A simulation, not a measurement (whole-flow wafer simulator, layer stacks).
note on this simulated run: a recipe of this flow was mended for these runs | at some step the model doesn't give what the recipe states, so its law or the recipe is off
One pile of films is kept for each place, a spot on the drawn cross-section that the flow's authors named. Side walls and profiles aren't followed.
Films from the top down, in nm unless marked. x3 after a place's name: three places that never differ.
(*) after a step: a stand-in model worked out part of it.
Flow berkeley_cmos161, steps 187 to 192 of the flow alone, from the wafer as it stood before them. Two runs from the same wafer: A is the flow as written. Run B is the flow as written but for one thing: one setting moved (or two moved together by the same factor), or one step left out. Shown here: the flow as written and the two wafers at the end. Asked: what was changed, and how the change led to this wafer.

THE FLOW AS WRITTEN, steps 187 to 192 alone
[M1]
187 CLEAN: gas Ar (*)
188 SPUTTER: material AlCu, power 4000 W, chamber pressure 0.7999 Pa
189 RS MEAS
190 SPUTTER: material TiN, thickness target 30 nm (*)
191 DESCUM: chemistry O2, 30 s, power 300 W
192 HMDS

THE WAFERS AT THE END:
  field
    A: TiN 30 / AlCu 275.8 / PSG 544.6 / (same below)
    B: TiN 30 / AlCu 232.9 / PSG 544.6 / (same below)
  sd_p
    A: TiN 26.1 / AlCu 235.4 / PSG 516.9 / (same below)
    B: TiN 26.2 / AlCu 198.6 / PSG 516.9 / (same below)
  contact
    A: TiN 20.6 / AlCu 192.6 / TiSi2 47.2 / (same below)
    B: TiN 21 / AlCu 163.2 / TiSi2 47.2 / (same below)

The cause: step 188, SPUTTER: power 3360 W was run, where the flow has power 4000 W.

How the change led to this, step by step:
  188 SPUTTER: material AlCu, power 4000 W, chamber pressure 0.7999 Pa
      field, sd_n, spacer_n, gate_n, spacer_p, gate_p, m1: A AlCu +275.8 (new film) | B AlCu +232.9 (new film)
      sd_p: A AlCu +235.4 (new film) | B AlCu +198.6 (new film)
      (and at 1 more place)
